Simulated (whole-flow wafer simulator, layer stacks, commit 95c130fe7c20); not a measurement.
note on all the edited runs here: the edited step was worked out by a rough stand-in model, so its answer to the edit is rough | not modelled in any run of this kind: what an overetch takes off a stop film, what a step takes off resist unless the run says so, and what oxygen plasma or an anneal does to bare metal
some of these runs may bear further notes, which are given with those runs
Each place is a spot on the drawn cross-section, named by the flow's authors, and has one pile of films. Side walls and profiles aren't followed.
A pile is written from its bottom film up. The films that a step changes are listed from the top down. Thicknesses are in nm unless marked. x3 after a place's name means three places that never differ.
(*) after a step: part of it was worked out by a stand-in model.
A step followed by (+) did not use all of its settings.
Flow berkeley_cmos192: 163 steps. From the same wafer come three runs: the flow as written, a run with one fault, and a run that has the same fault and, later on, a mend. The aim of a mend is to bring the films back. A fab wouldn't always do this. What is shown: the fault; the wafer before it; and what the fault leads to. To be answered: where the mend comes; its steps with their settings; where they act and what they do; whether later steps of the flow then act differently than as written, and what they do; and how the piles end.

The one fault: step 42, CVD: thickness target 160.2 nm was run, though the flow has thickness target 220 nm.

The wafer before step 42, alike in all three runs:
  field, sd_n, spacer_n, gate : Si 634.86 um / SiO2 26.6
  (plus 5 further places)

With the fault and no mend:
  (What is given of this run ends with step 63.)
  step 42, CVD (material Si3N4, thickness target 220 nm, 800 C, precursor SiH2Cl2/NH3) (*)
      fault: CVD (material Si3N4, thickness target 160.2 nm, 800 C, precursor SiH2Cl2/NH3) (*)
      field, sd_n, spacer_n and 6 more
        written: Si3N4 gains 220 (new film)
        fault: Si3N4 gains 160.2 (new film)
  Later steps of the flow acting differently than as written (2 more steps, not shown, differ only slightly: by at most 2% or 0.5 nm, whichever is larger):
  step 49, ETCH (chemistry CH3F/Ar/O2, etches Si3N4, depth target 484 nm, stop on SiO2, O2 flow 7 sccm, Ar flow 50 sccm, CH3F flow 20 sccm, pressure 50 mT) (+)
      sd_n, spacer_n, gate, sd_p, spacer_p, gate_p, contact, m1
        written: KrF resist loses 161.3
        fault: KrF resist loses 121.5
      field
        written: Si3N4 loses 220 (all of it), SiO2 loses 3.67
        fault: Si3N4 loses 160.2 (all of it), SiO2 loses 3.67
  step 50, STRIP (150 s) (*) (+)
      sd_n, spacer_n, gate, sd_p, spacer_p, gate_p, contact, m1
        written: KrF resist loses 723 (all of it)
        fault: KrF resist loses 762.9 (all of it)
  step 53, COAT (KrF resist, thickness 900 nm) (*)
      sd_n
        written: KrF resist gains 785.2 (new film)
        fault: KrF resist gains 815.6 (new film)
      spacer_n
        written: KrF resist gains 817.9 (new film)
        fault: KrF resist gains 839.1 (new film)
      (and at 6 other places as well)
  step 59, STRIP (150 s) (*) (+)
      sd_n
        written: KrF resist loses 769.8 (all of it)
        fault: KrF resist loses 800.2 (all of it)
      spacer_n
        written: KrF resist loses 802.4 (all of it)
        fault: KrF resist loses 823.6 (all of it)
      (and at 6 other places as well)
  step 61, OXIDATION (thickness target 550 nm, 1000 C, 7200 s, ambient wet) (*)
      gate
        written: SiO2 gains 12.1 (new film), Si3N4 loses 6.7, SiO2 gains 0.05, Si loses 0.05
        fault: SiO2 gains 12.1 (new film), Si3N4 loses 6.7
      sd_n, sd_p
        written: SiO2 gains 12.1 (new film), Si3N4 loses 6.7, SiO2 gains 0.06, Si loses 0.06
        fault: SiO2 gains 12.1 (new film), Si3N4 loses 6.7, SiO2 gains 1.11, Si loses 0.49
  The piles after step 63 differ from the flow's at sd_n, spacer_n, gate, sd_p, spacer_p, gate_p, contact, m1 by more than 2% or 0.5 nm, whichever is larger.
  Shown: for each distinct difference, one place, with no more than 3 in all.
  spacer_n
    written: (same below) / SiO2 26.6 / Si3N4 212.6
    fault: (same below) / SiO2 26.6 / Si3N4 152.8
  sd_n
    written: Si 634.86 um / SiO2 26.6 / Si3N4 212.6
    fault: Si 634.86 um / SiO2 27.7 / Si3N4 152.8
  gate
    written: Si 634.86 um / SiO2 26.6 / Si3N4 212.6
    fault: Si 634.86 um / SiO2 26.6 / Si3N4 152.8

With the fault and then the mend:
  The mend stands after step 42.
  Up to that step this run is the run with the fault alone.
  step 42a, ETCH (chemistry h3po4, depth target 184.2 nm)
      field, sd_n, spacer_n and 6 more
        Si3N4 loses 160.2 (all of it)
  step 42b, CLEAN (chemistry SPM) (the flow's step 34 again)
      leaves every film unchanged at each place that is followed
  step 42c, CVD (material Si3N4, thickness target 220 nm, 800 C, precursor SiH2Cl2/NH3) (*) (the flow's step 42 again)
      field, sd_n, spacer_n and 6 more
        Si3N4 gains 220 (new film)
  Every later step of the flow that is run acts as written at every place that is followed.
  The piles end the same as the flow's at every place that both follow.
